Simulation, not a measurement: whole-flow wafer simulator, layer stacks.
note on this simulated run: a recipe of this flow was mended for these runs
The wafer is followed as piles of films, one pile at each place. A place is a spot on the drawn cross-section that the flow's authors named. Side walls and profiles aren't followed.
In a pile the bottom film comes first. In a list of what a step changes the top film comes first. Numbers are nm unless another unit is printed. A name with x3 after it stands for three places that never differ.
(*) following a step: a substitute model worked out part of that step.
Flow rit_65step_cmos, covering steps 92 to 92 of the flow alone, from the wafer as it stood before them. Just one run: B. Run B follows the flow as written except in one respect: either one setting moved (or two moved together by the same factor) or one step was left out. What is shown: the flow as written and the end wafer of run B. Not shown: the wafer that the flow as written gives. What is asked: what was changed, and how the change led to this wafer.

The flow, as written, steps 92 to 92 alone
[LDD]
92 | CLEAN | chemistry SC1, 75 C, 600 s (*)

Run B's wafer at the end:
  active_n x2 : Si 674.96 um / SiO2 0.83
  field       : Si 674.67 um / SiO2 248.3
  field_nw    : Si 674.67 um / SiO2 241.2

The reason: step 92, CLEAN: 85 C was run, though the flow has 75 C.

How this came from the change, step by step:
  92 | CLEAN | chemistry SC1, 75 C, 600 s (*)
      field, field_pw, field_nw, field_p, active_n x2, spacer x6: -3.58 SiO2 (as written it would have been: -2.05 SiO2)
      gate_n x2: -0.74 chemical SiO2, -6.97 poly-Si (as written it would have been: -0.74 chemical SiO2, -3.77 poly-Si)
